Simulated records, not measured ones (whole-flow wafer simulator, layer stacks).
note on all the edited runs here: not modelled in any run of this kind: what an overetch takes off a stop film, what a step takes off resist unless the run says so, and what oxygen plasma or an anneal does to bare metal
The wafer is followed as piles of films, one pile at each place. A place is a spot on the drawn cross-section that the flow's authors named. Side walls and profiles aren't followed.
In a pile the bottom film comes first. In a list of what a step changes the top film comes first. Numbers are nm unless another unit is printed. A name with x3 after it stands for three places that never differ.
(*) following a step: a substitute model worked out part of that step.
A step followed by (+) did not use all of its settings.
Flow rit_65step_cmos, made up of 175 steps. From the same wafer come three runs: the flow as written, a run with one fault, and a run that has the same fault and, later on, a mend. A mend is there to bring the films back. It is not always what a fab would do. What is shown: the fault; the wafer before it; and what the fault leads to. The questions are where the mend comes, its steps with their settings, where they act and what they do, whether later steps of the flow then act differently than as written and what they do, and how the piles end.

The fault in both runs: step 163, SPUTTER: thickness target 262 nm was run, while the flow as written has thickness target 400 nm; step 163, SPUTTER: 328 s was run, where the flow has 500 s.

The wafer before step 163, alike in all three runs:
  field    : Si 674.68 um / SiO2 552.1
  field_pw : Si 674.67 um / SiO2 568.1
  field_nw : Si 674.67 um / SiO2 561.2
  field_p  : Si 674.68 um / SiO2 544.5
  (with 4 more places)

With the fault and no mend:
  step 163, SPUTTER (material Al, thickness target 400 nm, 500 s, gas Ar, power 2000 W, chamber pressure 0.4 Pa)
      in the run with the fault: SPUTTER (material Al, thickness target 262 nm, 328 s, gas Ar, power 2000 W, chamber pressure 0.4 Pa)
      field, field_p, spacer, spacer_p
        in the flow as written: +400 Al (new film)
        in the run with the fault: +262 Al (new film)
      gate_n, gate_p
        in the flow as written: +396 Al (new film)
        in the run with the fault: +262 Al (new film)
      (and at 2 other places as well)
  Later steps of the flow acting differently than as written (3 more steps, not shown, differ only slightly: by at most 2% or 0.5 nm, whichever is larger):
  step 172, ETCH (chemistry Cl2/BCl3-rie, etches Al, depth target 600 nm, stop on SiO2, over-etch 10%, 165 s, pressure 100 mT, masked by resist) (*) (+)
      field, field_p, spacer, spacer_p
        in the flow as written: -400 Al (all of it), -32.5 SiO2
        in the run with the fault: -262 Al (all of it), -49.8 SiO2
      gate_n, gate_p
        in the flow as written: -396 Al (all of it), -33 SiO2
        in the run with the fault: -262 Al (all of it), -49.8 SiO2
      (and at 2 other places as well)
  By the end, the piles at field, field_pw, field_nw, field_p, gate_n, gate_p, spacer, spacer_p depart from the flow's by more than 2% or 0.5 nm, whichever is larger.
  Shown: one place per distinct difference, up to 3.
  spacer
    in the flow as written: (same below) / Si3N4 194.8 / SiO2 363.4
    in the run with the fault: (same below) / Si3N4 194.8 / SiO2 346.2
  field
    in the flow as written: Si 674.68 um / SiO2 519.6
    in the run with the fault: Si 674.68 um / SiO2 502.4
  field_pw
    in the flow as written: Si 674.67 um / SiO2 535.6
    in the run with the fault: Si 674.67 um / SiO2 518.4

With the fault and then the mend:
  The mend follows step 164.
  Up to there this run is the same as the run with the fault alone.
  step 164a, ETCH (chemistry al pan, depth target 302.1 nm)
      field, field_p, gate_n, gate_p, spacer, spacer_p
        -262 Al (all of it)
      field_pw, field_nw
        -261.8 Al (all of it)
  step 164b, SPUTTER (material Al, thickness target 400 nm, 500 s, gas Ar, power 2000 W, chamber pressure 0.4 Pa) (the flow's step 163 again)
      field, field_pw, field_p, spacer, spacer_p
        +400 Al (new film)
      gate_n, gate_p
        +396 Al (new film)
      field_nw
        +397.2 Al (new film)
  Every later step of the flow that is run acts as written at every place that is followed.
  By the end, the piles equal the flow's at every place that both follow.
